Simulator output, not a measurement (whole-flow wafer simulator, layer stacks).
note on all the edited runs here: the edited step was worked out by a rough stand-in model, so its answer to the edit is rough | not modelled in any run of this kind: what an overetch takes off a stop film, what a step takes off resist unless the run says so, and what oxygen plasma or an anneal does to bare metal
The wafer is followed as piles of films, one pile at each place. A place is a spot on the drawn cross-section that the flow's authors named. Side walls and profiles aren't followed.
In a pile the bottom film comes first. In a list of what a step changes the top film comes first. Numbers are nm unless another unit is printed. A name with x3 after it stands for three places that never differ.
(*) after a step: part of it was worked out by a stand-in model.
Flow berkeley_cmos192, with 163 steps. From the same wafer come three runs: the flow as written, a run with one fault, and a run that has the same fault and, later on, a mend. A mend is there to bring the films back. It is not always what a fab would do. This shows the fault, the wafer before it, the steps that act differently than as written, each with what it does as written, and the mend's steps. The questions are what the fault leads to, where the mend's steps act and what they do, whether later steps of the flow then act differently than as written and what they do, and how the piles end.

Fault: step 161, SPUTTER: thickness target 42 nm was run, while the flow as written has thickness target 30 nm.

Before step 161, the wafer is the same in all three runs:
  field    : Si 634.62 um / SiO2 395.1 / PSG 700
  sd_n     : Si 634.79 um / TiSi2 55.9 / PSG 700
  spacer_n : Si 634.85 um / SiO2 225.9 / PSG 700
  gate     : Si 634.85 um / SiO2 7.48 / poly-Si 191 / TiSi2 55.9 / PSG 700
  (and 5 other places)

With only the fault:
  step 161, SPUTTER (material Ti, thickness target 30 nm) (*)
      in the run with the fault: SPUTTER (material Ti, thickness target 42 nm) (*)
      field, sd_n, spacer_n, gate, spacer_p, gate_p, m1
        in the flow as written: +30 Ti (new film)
        in the run with the fault: +42 Ti (new film)
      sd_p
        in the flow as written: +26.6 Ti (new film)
        in the run with the fault: +37.3 Ti (new film)
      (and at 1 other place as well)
  None of the later steps of the flow differs from how it acts as written, at any place that is followed, by more than 2% or 0.5 nm, whichever is larger.
  The piles end different from the flow's at field, sd_n, spacer_n and 6 more by more than 2% or 0.5 nm, whichever is larger.
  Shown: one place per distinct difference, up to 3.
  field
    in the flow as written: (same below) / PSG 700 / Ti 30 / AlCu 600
    in the run with the fault: (same below) / PSG 700 / Ti 42 / AlCu 600
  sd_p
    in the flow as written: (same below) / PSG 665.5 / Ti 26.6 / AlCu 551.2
    in the run with the fault: (same below) / PSG 665.5 / Ti 37.3 / AlCu 550.6
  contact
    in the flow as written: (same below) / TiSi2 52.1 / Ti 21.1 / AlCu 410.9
    in the run with the fault: (same below) / TiSi2 52.1 / Ti 29.5 / AlCu 409

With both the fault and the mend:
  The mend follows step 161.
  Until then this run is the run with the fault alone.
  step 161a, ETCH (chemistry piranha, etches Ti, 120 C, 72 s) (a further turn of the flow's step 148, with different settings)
      field, sd_n, spacer_n, gate, spacer_p, gate_p, m1
        -42 Ti (all of it)
      sd_p
        -37.3 Ti (all of it)
      contact
        -29.5 Ti (all of it), -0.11 TiSi2
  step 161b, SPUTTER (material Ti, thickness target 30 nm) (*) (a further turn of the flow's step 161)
      field, sd_n, spacer_n, gate, spacer_p, gate_p, m1
        +30 Ti (new film)
      sd_p
        +26.6 Ti (new film)
      contact
        +21.1 Ti (new film)
  None of the later steps of the flow acts differently than as written at any place that is followed.
  When the end is reached, the piles differ only a little from the flow's at the places that both follow, at most by 2% or 0.5 nm, whichever is larger.
